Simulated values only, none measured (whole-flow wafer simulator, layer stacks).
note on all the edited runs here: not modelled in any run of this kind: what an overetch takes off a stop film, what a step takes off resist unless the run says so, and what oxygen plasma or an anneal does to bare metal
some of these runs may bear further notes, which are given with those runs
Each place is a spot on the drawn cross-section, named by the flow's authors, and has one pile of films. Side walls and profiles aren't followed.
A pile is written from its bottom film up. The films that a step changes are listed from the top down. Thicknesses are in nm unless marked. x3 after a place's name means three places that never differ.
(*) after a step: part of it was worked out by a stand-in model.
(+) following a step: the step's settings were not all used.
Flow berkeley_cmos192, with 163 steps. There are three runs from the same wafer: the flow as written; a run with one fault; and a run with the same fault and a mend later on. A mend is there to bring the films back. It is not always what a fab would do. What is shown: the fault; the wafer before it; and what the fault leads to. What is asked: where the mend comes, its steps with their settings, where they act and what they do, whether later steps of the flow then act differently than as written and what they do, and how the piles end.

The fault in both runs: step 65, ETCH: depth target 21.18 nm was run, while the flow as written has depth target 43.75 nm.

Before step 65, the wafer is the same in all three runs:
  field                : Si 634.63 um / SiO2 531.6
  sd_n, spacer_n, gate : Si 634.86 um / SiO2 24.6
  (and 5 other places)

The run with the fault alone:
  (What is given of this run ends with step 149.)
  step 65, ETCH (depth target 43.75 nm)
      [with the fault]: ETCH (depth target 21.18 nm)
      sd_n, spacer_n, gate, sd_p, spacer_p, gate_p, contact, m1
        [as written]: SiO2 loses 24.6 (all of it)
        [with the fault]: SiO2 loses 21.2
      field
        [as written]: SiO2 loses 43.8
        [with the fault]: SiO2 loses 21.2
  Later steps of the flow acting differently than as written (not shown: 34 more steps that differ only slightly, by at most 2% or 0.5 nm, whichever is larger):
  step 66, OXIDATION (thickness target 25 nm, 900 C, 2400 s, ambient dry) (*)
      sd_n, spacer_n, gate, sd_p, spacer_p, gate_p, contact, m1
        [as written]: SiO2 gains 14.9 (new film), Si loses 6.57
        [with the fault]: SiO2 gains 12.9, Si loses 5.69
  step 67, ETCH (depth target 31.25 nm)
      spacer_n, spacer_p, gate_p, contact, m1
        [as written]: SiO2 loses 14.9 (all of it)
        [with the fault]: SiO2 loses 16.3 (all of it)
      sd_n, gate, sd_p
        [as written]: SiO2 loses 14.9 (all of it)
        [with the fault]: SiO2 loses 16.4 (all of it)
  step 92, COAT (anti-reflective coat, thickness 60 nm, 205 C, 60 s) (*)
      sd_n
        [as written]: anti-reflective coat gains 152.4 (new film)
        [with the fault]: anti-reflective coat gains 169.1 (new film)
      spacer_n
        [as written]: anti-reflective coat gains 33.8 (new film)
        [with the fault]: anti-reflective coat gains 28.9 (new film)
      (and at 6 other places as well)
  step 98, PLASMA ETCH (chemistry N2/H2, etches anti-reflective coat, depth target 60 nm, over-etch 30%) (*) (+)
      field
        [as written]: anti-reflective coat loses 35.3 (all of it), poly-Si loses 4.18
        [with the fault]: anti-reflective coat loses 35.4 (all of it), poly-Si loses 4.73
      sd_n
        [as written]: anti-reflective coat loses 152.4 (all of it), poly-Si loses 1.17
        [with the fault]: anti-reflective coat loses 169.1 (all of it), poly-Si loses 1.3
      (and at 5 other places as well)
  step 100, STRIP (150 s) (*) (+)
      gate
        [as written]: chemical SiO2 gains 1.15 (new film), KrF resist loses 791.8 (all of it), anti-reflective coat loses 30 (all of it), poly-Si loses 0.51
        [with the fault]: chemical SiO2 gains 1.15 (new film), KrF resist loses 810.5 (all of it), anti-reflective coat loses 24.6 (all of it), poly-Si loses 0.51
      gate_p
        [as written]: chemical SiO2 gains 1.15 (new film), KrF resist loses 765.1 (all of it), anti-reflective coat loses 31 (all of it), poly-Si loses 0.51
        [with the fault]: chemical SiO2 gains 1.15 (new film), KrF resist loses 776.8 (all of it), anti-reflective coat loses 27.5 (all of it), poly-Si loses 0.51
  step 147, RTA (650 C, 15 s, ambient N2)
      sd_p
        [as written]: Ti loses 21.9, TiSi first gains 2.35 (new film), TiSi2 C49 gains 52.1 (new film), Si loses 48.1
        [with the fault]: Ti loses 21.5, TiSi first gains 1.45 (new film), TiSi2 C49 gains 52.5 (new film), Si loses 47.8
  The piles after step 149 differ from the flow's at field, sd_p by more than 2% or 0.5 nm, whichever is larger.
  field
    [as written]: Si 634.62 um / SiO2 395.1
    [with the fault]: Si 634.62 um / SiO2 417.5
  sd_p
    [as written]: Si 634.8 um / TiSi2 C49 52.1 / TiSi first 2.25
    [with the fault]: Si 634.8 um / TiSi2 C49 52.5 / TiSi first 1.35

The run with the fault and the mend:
  After step 65 comes the mend.
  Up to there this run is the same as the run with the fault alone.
  step 65a, ETCH (depth target 22.57 nm) (a further turn of the flow's step 65, with different settings)
      spacer_n, spacer_p, gate_p, contact, m1
        SiO2 loses 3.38 (all of it)
      sd_n, sd_p
        SiO2 loses 3.44 (all of it)
      field
        SiO2 loses 22.6
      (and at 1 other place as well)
  Every later step of the flow that is run acts as written, at every place that is followed, to within 2% or 0.5 nm, whichever is larger.
  The piles end the same as the flow's at every place that both follow.
